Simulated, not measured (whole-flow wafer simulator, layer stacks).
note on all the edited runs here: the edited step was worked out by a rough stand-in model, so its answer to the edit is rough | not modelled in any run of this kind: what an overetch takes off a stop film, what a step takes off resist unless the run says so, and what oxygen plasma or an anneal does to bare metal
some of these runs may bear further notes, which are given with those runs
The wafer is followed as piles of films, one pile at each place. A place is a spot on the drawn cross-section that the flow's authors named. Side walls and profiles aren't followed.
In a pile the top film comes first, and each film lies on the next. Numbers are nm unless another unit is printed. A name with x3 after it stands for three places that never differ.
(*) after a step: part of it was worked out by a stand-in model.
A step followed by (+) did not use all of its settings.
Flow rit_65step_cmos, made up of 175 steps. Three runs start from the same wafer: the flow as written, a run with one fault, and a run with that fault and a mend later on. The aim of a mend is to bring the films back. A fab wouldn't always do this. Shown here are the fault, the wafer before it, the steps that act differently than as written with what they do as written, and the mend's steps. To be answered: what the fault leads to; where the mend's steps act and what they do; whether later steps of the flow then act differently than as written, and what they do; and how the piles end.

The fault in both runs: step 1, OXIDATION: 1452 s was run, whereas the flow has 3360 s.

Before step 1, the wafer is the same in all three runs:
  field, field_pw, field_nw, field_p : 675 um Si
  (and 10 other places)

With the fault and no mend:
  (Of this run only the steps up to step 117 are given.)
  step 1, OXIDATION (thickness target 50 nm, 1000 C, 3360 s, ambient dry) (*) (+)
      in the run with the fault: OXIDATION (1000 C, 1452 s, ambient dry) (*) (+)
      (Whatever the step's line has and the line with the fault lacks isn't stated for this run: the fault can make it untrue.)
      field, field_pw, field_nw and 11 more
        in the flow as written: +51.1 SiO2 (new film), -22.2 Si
        in the run with the fault: +33.5 SiO2 (new film), -14.5 Si
  Steps further on in the flow that do not act as written (36 more steps, not shown, differ only slightly: by at most 2% or 0.5 nm, whichever is larger):
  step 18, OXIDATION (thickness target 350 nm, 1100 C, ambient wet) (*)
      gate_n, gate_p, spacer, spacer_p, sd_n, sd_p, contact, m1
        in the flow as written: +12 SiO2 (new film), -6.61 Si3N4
        in the run with the fault: +12 SiO2 (new film), -6.61 Si3N4, +0.01 SiO2
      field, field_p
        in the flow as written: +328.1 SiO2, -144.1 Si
        in the run with the fault: +341.6 SiO2, -150 Si
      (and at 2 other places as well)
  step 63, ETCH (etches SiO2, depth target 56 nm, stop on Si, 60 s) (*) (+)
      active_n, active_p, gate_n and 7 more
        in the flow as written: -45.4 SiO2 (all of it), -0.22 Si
        in the run with the fault: -27.9 SiO2 (all of it), -0.58 Si
  After step 117 the piles are close to the flow's at the places that both follow, differing by at most 2% or 0.5 nm, whichever is larger.

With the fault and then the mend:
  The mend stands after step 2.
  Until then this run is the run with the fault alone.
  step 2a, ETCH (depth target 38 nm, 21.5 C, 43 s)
      field, field_pw, field_nw and 11 more
        -33.5 SiO2 (all of it)
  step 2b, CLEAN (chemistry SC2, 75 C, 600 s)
      field, field_pw, field_nw and 11 more
        +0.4 chemical SiO2 (new film), -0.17 Si
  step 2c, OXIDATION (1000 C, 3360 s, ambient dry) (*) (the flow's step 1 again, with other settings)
      field, field_pw, field_nw and 11 more
        +51 SiO2 (new film), -0.4 chemical SiO2 (all of it), -22.3 Si
  Steps further on in the flow that do not act as written (17 more steps, not shown, differ only slightly: by at most 2% or 0.5 nm, whichever is larger):
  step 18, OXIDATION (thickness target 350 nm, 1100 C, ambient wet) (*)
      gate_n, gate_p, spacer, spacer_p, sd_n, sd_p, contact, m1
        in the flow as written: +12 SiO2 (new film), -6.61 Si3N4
        in the run with the mend: +12 SiO2 (new film), -6.61 Si3N4, +0.03 SiO2
  At the end the piles are close to the flow's at the places that both follow, differing by at most 2% or 0.5 nm, whichever is larger.
